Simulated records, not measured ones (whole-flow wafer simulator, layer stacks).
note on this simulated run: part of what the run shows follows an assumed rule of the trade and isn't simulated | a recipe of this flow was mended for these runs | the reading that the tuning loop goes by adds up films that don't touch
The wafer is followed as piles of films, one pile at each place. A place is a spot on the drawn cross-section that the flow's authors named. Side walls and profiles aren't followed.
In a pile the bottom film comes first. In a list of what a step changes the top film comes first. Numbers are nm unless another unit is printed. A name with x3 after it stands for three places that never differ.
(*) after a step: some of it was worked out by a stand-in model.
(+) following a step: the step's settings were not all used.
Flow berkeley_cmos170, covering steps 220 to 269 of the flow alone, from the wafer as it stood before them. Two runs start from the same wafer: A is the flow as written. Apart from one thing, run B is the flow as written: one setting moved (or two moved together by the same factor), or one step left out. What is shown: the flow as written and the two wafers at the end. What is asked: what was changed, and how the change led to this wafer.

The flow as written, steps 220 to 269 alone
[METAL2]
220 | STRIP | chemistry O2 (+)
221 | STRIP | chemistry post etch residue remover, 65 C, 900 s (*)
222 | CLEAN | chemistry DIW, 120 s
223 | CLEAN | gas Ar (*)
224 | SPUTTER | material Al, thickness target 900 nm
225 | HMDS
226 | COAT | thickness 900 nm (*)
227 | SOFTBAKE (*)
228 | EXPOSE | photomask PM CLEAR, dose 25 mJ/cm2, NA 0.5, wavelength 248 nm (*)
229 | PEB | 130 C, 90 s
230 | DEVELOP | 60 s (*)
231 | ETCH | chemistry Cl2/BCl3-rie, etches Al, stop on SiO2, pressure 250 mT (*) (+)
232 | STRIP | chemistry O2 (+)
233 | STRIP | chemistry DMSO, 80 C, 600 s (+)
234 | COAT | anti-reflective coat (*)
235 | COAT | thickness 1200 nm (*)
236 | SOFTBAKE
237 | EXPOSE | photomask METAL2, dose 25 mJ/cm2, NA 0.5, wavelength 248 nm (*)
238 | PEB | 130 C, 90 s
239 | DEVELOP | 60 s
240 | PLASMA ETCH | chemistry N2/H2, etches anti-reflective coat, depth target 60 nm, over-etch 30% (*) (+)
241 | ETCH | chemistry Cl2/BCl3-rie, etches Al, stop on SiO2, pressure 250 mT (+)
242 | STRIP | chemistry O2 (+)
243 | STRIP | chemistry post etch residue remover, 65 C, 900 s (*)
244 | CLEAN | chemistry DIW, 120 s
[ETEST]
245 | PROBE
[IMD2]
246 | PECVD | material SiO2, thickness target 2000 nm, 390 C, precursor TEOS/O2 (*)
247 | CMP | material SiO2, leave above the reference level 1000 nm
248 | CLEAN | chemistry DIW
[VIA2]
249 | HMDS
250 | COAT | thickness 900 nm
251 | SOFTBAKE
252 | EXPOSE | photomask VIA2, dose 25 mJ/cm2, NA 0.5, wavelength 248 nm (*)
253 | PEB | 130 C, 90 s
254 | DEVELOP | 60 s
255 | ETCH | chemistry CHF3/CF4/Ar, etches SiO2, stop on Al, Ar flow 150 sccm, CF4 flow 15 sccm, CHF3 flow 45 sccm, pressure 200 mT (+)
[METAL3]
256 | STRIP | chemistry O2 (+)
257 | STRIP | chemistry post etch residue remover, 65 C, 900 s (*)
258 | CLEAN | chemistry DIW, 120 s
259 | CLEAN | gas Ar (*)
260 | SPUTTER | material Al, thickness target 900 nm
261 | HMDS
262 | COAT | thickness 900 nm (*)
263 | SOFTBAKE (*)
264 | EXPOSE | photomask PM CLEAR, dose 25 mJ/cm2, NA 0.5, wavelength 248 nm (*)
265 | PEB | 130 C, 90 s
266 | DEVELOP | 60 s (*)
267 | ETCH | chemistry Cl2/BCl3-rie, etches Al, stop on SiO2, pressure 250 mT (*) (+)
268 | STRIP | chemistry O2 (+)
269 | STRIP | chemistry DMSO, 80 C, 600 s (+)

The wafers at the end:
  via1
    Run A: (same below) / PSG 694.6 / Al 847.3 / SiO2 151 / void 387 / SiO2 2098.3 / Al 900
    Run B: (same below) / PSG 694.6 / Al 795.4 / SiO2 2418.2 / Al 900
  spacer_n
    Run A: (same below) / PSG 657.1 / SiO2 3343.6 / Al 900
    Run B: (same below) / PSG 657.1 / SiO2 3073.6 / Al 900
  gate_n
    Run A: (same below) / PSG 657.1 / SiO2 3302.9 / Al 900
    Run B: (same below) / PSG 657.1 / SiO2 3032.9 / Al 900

The reason: step 224, SPUTTER: thickness target 630 nm was run, though the flow has thickness target 900 nm.

Step by step, how the change led to this:
  224 | SPUTTER | material Al, thickness target 900 nm
      field, mark, sd_n and 9 more: A +900 Al (new film) | B +630 Al (new film)
      via1: A +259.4 Al | B +207.5 Al
  226 | COAT | thickness 900 nm (*)
      via1: A +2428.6 KrF-resist (new film) | B +2218 KrF-resist (new film)
  229 | PEB | 130 C, 90 s
      via1: A -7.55 KrF-resist | B -6.19 KrF-resist
  231 | ETCH | chemistry Cl2/BCl3-rie, etches Al, stop on SiO2, pressure 250 mT (*) (+)
      field, sd_n, spacer_n and 9 more: A -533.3 KrF-resist | B -398.3 KrF-resist
      mark: A -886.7 Al (all of it), -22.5 SiO2 | B -616.7 Al (all of it), -22.5 SiO2
  232 | STRIP | chemistry O2 (+)
      field, spacer_n, gate_n: A -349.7 KrF-resist (all of it) | B -484.7 KrF-resist (all of it)
      sd_n: A -347 KrF-resist (all of it) | B -482.2 KrF-resist (all of it)
      (and at 8 other places as well)
  234 | COAT | anti-reflective coat (*)
      via1: A +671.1 anti-reflective coat (new film) | B +562.8 anti-reflective coat (new film)
  235 | COAT | thickness 1200 nm (*)
      via1: A +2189 KrF-resist (new film) | B +2069.1 KrF-resist (new film)
  238 | PEB | 130 C, 90 s
      via1: A -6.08 KrF-resist | B -5.44 KrF-resist
  241 | ETCH | chemistry Cl2/BCl3-rie, etches Al, stop on SiO2, pressure 250 mT (+)
      field, sd_n, spacer_n, gate_n, sd_p, spacer_p, gate_p: A -900 Al (all of it), -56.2 SiO2 | B -630 Al (all of it), -56.2 SiO2
      contact, m1, via1, m2, via2: A -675 KrF-resist | B -540 KrF-resist
      (and at 1 other place as well)
  242 | STRIP | chemistry O2 (+)
      contact: A -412 KrF-resist (all of it), -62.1 anti-reflective coat (all of it) | B -545.3 KrF-resist (all of it), -62.1 anti-reflective coat (all of it)
      m1: A -433.1 KrF-resist (all of it), -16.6 anti-reflective coat (all of it) | B -560.5 KrF-resist (all of it), -16.7 anti-reflective coat (all of it)
      (and at 3 other places as well)
  246 | PECVD | material SiO2, thickness target 2000 nm, 390 C, precursor TEOS/O2 (*)
      via1: A +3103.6 SiO2 (new film), +387 void (new film), +151 SiO2 (new film) | B +3423.5 SiO2 (new film)
  247 | CMP | material SiO2, leave above the reference level 1000 nm
      mark: A nothing | B -214.8 SiO2
      field, sd_n, spacer_n, gate_n, sd_p, spacer_p, gate_p: A -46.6 SiO2 | B -316.6 SiO2
